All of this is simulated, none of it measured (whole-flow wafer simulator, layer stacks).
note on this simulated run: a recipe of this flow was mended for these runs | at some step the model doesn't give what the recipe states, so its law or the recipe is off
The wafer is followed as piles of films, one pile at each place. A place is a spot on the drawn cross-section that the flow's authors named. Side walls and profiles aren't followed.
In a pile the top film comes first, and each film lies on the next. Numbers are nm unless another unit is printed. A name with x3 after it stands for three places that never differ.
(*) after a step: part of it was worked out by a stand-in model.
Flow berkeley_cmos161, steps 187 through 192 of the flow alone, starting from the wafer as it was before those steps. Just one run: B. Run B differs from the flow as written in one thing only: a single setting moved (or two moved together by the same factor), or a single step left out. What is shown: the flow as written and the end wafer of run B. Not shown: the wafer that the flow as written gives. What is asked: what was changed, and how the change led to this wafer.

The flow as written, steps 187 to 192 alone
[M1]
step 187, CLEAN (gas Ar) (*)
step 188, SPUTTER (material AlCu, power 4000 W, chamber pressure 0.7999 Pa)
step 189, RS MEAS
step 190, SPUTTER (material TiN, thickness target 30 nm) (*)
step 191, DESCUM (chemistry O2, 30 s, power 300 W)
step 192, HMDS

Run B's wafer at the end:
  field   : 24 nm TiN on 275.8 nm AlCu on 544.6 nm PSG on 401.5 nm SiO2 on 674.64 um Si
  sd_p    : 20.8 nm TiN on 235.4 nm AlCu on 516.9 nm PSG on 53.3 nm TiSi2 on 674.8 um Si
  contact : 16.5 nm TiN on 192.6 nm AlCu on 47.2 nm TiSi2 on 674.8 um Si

What caused this: step 190, SPUTTER: thickness target 24 nm was run, whereas the flow has thickness target 30 nm.
The wafer itself shows it: field has TiN 24, and step 190 as written asks for 30 nm.

The path from the change to this, step by step:
  step 190, SPUTTER (material TiN, thickness target 30 nm) (*)
      field, sd_n, spacer_n, gate_n, spacer_p, gate_p, m1: +24 TiN (new film) (in the flow as written it would be: +30 TiN (new film))
      sd_p: +20.8 TiN (new film) (in the flow as written it would be: +26.1 TiN (new film))
      (and at 1 other place as well)
